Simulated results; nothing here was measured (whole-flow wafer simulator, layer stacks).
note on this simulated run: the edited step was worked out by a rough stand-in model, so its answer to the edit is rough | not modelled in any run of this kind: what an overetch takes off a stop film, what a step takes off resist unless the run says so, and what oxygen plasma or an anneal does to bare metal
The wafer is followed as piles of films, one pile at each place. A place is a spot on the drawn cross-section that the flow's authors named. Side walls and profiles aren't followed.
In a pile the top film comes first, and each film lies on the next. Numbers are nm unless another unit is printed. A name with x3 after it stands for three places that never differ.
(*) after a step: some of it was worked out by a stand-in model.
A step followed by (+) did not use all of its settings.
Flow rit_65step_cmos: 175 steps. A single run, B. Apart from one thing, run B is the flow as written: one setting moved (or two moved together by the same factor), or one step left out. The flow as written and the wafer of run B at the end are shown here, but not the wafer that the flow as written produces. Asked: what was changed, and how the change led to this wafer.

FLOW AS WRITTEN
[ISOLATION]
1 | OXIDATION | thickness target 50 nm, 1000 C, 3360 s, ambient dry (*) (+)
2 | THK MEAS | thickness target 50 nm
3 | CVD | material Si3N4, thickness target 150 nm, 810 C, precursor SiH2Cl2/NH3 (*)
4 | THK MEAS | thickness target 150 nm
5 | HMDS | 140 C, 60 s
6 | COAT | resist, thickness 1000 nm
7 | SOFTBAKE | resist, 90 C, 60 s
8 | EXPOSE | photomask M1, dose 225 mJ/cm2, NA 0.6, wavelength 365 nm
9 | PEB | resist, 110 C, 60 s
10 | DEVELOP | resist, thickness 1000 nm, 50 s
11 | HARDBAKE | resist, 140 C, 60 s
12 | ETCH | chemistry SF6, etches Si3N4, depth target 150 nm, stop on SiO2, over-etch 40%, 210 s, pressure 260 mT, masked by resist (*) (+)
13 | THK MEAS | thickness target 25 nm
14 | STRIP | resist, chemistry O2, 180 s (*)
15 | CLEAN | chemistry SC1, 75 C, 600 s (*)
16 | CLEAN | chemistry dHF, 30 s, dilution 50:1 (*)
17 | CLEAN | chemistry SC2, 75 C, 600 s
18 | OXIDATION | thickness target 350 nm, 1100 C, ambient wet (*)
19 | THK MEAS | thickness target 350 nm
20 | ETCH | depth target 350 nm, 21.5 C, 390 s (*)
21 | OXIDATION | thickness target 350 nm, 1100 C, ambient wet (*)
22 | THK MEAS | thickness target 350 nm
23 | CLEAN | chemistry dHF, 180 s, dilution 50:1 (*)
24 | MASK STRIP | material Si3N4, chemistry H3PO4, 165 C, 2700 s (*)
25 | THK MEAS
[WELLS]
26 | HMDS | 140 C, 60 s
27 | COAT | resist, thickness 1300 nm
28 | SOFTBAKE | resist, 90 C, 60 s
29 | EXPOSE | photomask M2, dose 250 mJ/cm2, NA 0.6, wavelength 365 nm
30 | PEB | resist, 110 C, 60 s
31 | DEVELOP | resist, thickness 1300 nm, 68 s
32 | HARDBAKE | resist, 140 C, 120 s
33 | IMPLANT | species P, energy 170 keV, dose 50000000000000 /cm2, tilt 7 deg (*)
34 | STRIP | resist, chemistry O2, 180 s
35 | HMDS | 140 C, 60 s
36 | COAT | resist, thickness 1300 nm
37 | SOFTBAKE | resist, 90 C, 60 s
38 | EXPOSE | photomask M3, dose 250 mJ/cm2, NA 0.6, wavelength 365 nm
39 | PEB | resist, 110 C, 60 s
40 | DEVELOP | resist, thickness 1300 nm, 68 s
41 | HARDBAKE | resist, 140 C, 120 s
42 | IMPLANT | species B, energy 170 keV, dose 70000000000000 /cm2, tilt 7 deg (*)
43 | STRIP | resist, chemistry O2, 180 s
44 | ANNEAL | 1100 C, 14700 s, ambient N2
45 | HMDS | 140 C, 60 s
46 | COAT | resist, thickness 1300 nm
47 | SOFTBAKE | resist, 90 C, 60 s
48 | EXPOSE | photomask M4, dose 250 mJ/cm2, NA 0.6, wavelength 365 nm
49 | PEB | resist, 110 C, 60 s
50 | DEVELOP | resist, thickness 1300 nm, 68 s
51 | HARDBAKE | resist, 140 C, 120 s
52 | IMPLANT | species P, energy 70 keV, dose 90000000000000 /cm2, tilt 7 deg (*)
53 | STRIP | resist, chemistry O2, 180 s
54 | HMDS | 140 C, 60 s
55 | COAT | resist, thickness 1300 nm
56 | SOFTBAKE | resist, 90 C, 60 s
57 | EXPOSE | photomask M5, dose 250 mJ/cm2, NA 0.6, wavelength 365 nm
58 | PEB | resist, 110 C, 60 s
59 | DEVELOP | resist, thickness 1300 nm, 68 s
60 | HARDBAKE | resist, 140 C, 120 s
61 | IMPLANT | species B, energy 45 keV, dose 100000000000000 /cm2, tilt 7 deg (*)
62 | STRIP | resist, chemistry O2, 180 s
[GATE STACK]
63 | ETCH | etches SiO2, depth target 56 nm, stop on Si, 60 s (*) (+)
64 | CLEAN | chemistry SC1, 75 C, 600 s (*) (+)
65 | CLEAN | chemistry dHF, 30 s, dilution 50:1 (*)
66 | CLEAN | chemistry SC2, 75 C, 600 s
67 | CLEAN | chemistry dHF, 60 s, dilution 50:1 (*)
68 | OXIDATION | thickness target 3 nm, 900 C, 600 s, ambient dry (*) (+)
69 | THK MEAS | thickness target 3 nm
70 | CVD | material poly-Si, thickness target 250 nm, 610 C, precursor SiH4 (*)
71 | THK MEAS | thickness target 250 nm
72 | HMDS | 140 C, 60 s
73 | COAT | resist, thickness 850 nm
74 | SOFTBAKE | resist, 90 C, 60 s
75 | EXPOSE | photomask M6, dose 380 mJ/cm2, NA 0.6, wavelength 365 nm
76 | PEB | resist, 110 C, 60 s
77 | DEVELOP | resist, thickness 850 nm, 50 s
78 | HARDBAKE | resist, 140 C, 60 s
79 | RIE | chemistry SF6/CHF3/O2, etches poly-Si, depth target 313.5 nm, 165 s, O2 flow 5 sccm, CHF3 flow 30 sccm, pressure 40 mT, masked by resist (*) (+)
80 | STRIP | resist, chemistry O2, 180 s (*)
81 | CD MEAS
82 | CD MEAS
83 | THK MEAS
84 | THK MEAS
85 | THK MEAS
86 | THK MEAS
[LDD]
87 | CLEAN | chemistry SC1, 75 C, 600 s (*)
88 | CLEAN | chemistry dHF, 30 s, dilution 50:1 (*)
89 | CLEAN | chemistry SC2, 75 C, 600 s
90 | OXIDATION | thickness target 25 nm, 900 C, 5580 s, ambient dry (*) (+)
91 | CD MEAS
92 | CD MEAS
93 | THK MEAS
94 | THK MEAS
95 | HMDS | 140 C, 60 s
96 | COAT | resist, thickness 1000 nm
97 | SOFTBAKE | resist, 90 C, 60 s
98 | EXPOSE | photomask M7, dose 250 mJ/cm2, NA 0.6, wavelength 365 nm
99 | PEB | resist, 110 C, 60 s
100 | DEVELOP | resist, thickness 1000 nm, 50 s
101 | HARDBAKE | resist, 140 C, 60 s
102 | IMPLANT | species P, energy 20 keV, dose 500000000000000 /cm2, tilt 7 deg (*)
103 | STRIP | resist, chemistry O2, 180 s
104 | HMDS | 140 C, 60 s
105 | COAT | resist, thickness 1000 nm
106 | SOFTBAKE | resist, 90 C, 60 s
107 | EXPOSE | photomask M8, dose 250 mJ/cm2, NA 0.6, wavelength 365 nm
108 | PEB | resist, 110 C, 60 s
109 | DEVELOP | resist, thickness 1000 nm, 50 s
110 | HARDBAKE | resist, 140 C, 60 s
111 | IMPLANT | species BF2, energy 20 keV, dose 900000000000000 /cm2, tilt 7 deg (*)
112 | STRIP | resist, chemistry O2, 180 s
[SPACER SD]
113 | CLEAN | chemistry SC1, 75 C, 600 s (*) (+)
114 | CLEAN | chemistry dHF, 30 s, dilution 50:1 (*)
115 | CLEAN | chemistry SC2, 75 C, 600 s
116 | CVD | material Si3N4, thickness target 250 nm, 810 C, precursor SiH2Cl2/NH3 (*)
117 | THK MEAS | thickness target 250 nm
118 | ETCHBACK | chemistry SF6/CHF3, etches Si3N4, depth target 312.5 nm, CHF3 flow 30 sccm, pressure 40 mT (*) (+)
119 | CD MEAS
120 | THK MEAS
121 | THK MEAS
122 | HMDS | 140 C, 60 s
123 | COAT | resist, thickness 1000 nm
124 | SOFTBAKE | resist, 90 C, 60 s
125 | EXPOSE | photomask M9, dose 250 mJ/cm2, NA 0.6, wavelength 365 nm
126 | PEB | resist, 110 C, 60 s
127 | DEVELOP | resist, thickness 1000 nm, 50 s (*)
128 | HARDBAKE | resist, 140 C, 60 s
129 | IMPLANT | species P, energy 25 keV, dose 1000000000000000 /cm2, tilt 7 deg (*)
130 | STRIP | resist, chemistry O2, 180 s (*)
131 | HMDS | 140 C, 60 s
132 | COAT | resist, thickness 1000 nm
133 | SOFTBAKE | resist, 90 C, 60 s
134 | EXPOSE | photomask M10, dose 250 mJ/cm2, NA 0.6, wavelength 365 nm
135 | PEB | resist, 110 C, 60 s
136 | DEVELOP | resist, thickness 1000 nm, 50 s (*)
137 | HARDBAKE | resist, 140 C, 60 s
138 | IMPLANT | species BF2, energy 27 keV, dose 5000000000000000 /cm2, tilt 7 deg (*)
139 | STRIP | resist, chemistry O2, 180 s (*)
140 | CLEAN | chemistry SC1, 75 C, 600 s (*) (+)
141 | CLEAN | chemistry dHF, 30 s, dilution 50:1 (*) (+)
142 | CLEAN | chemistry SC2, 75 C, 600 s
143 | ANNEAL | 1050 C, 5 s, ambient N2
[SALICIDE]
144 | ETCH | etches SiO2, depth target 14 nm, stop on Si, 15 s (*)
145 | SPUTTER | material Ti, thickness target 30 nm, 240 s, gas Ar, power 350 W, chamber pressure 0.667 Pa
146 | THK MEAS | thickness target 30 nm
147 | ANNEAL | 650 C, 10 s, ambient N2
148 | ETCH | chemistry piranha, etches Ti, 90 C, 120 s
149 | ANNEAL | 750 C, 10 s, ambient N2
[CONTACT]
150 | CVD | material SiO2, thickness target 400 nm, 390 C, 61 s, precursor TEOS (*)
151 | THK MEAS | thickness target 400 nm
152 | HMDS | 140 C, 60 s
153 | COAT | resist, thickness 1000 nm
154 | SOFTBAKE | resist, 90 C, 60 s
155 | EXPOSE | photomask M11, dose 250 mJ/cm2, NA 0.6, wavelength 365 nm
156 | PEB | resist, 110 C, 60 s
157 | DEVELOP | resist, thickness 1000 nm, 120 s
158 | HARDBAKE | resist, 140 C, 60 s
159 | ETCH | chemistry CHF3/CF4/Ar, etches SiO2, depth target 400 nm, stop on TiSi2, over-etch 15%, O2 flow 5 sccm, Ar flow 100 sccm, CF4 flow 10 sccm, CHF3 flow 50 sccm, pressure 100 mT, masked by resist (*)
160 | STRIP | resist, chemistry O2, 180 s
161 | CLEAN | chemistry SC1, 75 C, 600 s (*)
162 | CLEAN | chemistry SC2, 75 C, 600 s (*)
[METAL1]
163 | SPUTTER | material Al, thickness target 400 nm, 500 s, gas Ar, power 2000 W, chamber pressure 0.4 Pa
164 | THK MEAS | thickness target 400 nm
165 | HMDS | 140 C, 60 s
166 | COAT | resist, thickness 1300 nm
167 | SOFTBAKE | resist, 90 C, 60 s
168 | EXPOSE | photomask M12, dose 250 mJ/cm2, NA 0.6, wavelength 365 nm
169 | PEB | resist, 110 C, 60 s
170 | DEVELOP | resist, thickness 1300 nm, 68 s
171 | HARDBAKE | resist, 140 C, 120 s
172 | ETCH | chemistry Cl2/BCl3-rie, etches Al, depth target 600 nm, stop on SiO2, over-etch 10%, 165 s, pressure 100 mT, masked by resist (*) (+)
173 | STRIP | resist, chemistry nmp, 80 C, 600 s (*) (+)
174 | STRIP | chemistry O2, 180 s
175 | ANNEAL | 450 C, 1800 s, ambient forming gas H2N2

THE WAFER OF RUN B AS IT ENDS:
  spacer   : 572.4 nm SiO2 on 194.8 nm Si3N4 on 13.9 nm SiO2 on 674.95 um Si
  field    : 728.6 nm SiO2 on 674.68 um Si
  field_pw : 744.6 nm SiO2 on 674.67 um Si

What caused this: step 150, CVD: thickness target 609 nm was run, though the flow has thickness target 400 nm; step 150, CVD: 93 s was run, where the flow has 61 s.

The path from the change to this, step by step:
  150 | CVD | material SiO2, thickness target 400 nm, 390 C, 61 s, precursor TEOS (*)
      field, field_pw, field_nw, field_p: +609 SiO2 (as written it would have been: +400 SiO2)
      spacer, spacer_p: +609 SiO2 (new film) (as written it would have been: +400 SiO2 (new film))
      (also at 2 further places)
